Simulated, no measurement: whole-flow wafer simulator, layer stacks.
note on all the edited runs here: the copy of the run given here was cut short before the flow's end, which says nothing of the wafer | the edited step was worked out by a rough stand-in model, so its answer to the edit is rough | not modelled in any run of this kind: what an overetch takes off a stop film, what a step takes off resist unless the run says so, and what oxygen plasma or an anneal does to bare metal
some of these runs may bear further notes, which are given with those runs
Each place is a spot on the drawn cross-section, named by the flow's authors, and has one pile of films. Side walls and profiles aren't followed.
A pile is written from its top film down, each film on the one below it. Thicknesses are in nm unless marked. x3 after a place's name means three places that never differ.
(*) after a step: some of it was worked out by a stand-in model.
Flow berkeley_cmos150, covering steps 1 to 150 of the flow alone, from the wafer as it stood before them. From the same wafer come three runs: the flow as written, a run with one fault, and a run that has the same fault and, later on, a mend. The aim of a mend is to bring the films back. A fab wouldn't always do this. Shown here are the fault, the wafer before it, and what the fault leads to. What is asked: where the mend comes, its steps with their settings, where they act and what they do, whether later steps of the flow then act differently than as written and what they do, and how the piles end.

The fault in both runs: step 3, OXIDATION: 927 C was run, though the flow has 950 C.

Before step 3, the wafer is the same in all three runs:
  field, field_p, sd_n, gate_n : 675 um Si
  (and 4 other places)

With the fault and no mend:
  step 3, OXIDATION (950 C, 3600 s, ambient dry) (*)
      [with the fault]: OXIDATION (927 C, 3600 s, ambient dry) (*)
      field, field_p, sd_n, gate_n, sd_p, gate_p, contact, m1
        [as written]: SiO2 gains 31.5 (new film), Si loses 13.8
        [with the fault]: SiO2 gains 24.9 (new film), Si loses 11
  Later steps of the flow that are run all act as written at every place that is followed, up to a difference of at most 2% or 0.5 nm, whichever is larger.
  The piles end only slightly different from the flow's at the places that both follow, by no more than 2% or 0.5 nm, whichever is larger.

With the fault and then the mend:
  The mend stands after step 4.
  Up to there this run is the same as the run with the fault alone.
  step 4a, OXIDATION (950 C, 989 s, ambient dry) (*) (a further turn of the flow's step 3, with different settings)
      field, field_p, sd_n, gate_n, sd_p, gate_p, contact, m1
        SiO2 gains 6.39, Si loses 2.81
  Later steps of the flow that are run all act as written at every place that is followed, up to a difference of at most 2% or 0.5 nm, whichever is larger.
  At every place that both follow, the piles at the end match the flow's.
